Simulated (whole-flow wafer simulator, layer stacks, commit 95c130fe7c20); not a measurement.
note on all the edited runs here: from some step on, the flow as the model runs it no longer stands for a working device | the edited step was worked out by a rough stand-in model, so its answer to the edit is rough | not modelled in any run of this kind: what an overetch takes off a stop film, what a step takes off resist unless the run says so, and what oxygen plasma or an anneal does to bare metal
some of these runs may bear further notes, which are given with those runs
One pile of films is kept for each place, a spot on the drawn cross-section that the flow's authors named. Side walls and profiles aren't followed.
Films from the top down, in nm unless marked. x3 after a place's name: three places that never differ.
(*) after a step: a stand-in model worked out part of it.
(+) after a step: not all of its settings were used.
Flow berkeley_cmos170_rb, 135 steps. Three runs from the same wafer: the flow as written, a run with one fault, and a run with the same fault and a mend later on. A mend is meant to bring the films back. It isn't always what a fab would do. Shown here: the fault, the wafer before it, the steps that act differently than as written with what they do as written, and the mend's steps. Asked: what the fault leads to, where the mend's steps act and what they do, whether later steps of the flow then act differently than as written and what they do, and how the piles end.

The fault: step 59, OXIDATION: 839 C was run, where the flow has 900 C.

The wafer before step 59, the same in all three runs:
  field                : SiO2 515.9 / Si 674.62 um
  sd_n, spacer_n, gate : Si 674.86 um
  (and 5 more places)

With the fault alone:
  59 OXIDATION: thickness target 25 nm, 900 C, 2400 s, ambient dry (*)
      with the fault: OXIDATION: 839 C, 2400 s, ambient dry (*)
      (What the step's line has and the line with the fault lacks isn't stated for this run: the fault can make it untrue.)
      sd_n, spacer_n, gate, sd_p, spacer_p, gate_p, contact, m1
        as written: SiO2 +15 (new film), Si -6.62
        with the fault: SiO2 +7.98 (new film), Si -3.51
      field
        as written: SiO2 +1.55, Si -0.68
        with the fault: SiO2 +0.48, Si -0.21
  Later steps of the flow that act differently than as written (31 more steps differ only slightly, by at most 2% or 0.5 nm, whichever is larger, and aren't shown):
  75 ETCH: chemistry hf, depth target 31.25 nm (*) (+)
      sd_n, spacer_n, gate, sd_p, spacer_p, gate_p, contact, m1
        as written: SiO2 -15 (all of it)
        with the fault: SiO2 -7.98 (all of it)
  At the end the piles differ from the flow's only slightly at the places that both follow, by at most 2% or 0.5 nm, whichever is larger.

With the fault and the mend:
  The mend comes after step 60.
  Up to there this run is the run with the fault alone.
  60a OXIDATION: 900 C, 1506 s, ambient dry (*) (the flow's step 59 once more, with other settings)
      sd_n, spacer_n, gate, sd_p, spacer_p, gate_p, contact, m1
        SiO2 +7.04, Si -3.1
      field
        SiO2 +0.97, Si -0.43
  No later step of the flow acts differently than as written, at any place that is followed, by more than 2% or 0.5 nm, whichever is larger.
  At the end the piles differ from the flow's only slightly at the places that both follow, by at most 2% or 0.5 nm, whichever is larger.
